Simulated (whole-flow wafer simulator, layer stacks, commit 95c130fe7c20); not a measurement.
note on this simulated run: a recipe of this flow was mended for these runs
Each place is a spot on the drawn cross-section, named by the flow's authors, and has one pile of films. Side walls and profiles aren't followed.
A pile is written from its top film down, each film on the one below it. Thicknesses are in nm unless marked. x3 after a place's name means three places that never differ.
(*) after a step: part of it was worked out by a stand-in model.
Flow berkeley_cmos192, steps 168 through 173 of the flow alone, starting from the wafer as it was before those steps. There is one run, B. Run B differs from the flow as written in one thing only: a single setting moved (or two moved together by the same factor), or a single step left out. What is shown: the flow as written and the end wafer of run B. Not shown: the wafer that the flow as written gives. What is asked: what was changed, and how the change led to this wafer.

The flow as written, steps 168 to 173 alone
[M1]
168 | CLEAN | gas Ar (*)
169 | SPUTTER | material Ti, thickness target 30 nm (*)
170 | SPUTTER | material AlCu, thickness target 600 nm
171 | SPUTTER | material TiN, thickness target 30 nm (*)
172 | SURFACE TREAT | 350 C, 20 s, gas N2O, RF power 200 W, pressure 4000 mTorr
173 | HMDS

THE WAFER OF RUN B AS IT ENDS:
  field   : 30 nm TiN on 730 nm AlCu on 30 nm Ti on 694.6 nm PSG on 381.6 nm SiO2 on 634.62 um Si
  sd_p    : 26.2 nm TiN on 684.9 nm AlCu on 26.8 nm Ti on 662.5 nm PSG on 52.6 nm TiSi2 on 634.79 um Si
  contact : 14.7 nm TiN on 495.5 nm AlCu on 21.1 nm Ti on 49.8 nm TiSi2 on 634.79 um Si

Cause: step 170, SPUTTER: thickness target 730 nm was run, whereas the flow has thickness target 600 nm.
One can read it off the wafer: field has AlCu 730, and step 170 as written asks for 600 nm.

How this came from the change, step by step:
  170 | SPUTTER | material AlCu, thickness target 600 nm
      field, sd_n, spacer_n, gate, spacer_p, gate_p, m1: +730 AlCu (new film) (as written it would have been: +600 AlCu (new film))
      sd_p: +684.9 AlCu (new film) (as written it would have been: +557.4 AlCu (new film))
      (also at 1 further place)
  171 | SPUTTER | material TiN, thickness target 30 nm (*)
      contact: +14.7 TiN (new film) (as written it would have been: +16 TiN (new film))
